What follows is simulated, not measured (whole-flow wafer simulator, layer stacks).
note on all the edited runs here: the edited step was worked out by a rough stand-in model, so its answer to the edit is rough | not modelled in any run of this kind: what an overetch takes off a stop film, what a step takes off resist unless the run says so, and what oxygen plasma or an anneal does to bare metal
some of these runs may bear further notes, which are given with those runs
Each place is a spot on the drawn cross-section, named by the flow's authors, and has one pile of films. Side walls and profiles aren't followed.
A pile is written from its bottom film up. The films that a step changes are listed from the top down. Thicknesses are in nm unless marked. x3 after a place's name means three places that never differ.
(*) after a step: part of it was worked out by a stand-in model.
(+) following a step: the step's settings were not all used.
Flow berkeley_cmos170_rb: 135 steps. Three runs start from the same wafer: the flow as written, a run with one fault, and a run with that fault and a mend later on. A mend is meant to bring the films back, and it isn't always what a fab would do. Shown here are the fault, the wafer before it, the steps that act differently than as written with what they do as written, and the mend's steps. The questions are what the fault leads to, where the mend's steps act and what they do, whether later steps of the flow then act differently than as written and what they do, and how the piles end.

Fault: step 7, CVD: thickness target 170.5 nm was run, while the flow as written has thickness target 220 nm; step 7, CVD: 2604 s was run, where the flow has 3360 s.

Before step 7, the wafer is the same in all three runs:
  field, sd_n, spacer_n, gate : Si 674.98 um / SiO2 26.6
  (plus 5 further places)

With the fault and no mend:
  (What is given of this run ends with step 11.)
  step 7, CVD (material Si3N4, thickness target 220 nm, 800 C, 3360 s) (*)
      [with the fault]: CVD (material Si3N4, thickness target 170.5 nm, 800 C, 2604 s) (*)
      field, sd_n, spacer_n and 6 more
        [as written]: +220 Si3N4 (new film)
        [with the fault]: +170.5 Si3N4 (new film)
  Later steps of the flow up to step 11 that are run all act as written at every place that is followed.
  The piles after step 11 differ from the flow's at field, sd_n, spacer_n and 6 more by more than 2% or 0.5 nm, whichever is larger.
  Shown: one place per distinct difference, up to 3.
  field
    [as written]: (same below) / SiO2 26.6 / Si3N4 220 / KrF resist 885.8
    [with the fault]: (same below) / SiO2 26.6 / Si3N4 170.5 / KrF resist 885.8
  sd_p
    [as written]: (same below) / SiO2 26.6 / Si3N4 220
    [with the fault]: (same below) / SiO2 26.6 / Si3N4 170.5

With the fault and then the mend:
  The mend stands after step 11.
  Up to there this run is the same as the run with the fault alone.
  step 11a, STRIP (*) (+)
      field, sd_n, spacer_n, gate, contact, m1
        -885.8 KrF resist (all of it)
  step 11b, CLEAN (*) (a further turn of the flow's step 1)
      does not change any film at any place that is followed
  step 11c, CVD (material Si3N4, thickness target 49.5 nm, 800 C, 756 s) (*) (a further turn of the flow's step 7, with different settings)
      field, sd_n, spacer_n and 6 more
        +49.5 Si3N4
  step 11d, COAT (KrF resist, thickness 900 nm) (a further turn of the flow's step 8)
      field, sd_n, spacer_n and 6 more
        +900 KrF resist (new film)
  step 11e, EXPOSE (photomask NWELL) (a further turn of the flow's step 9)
      does not change any film at any place that is followed
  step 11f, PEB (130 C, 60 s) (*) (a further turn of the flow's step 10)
      does not change any film at any place that is followed
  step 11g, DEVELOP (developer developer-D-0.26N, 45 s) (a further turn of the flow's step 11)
      field, sd_n, spacer_n, gate, contact, m1
        -14.2 KrF resist
      sd_p, spacer_p, gate_p
        -900 KrF resist (all of it)
  Later steps of the flow that are run all act as written at every place that is followed.
  At every place that both follow, the piles at the end match the flow's.
